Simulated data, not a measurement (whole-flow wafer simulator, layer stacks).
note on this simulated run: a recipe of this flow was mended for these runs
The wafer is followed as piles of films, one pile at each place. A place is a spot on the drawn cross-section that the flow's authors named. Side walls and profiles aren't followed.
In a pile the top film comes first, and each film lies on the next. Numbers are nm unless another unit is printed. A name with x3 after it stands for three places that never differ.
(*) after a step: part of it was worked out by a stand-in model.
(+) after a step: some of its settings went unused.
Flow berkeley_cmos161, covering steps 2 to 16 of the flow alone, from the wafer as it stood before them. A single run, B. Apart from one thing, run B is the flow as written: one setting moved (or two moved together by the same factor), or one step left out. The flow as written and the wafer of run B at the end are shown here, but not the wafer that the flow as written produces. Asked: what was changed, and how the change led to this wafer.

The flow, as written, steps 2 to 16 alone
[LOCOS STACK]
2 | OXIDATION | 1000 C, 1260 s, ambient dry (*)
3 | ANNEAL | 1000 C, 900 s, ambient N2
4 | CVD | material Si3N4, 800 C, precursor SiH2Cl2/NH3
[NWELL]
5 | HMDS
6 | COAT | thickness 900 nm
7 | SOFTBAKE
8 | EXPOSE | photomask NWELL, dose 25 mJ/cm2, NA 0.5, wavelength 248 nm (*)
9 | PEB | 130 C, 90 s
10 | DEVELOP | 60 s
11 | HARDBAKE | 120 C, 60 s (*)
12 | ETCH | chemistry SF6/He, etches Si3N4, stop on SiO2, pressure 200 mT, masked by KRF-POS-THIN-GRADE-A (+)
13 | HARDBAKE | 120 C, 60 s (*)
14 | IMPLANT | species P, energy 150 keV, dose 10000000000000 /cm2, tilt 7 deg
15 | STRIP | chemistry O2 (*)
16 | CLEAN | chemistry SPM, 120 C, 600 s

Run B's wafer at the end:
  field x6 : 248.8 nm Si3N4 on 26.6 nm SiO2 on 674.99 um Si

What caused this: step 4, CVD: 808 C was run, while the flow as written has 800 C.

Step by step, how the change led to this:
  4 | CVD | material Si3N4, 800 C, precursor SiH2Cl2/NH3
      field x6, sd_p x3: +248.8 Si3N4 (new film) (in the flow as written it would be: +229.8 Si3N4 (new film))
  12 | ETCH | chemistry SF6/He, etches Si3N4, stop on SiO2, pressure 200 mT, masked by KRF-POS-THIN-GRADE-A (+)
      field x6: -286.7 KrF-resist (in the flow as written it would be: -266.1 KrF-resist)
      sd_p x3: -248.8 Si3N4 (all of it), -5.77 SiO2 (in the flow as written it would be: -229.8 Si3N4 (all of it), -5.77 SiO2)
  15 | STRIP | chemistry O2 (*)
      field x6: -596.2 KrF-resist (all of it) (in the flow as written it would be: -616.9 KrF-resist (all of it))
